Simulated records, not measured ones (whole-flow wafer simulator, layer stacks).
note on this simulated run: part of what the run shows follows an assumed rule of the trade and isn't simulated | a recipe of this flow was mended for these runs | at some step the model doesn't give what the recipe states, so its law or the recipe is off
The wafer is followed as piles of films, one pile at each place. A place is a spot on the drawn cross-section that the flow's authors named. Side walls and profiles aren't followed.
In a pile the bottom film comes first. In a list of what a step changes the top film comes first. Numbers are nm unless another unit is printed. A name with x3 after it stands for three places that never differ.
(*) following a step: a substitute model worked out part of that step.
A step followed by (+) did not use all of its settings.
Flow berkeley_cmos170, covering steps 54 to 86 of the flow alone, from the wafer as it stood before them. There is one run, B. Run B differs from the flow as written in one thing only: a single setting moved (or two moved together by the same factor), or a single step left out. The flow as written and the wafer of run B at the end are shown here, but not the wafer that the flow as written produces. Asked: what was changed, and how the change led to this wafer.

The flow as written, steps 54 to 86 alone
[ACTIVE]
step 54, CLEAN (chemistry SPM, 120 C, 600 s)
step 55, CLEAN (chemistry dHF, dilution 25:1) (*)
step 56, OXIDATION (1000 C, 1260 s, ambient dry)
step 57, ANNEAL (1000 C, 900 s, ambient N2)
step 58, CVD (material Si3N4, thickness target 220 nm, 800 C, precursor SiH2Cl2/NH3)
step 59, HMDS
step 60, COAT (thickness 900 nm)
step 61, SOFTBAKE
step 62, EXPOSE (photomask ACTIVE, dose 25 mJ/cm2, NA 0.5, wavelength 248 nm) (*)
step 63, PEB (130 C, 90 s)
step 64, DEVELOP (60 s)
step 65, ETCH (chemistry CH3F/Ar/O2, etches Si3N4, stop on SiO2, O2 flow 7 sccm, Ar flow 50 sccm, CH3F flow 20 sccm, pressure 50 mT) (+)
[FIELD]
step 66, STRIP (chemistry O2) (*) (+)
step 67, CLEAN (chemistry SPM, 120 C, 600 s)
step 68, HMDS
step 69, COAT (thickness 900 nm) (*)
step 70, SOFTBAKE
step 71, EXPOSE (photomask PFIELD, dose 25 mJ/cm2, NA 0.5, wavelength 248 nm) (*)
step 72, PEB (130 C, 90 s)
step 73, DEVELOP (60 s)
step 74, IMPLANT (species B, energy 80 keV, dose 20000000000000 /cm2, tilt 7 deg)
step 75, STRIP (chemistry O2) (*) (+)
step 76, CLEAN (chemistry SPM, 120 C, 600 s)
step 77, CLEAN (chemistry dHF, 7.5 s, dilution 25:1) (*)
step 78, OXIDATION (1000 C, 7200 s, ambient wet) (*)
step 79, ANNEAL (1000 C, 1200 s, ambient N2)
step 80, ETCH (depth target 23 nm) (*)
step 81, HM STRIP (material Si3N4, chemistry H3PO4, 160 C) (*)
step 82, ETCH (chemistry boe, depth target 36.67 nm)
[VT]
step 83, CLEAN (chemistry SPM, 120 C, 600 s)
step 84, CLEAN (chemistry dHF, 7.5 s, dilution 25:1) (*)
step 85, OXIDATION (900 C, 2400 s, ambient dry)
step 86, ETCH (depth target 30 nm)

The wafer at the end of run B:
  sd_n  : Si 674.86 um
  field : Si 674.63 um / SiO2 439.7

What caused this: step 58, CVD: thickness target 418 nm was run, though the flow has thickness target 220 nm.

Step by step, how the change led to this:
  step 58, CVD (material Si3N4, thickness target 220 nm, 800 C, precursor SiH2Cl2/NH3)
      field, mark, sd_n and 10 more: Si3N4 gains 418 (new film) (it would be, as written: Si3N4 gains 220 (new film))
  step 65, ETCH (chemistry CH3F/Ar/O2, etches Si3N4, stop on SiO2, O2 flow 7 sccm, Ar flow 50 sccm, CH3F flow 20 sccm, pressure 50 mT) (+)
      mark, sd_n, spacer_n and 9 more: KrF-resist loses 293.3 (it would be, as written: KrF-resist loses 161.3)
      field: Si3N4 loses 418 (all of it), SiO2 loses 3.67 (it would be, as written: Si3N4 loses 220 (all of it), SiO2 loses 3.67)
  step 66, STRIP (chemistry O2) (*) (+)
      mark, sd_n, spacer_n and 9 more: KrF-resist loses 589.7 (all of it) (it would be, as written: KrF-resist loses 721.7 (all of it))
  step 69, COAT (thickness 900 nm) (*)
      field: KrF-resist gains 1012.4 (new film) (it would be, as written: KrF-resist gains 957.2 (new film))
      sd_n: KrF-resist gains 691.5 (new film) (it would be, as written: KrF-resist gains 784.1 (new film))
      (as well as at 10 more places)
  step 73, DEVELOP (60 s)
      field: KrF-resist loses 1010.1 (all of it) (it would be, as written: KrF-resist loses 955 (all of it))
  step 75, STRIP (chemistry O2) (*) (+)
      sd_n: KrF-resist loses 675.1 (all of it) (it would be, as written: KrF-resist loses 767.4 (all of it))
      spacer_n: KrF-resist loses 738.8 (all of it) (it would be, as written: KrF-resist loses 803.4 (all of it))
      (as well as at 9 more places)
  step 78, OXIDATION (1000 C, 7200 s, ambient wet) (*)
      sd_n, sd_p: SiO2 gains 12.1 (new film), Si3N4 loses 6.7 (it would be, as written: SiO2 gains 12.1 (new film), Si3N4 loses 6.7, SiO2 gains 0.07, Si loses 0.07)
  step 81, HM STRIP (material Si3N4, chemistry H3PO4, 160 C) (*)
      mark, sd_n, spacer_n and 9 more: Si3N4 loses 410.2 (all of it), SiO2 loses 21.4 (it would be, as written: Si3N4 loses 212.2 (all of it), SiO2 loses 11.1)
      field: SiO2 loses 34.3 (it would be, as written: SiO2 loses 17.7)
  step 82, ETCH (chemistry boe, depth target 36.67 nm)
      mark, spacer_n, gate_n and 7 more: SiO2 loses 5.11 (all of it) (it would be, as written: SiO2 loses 15.5 (all of it))
      sd_n, sd_p: SiO2 loses 5.15 (all of it) (it would be, as written: SiO2 loses 15.5 (all of it))
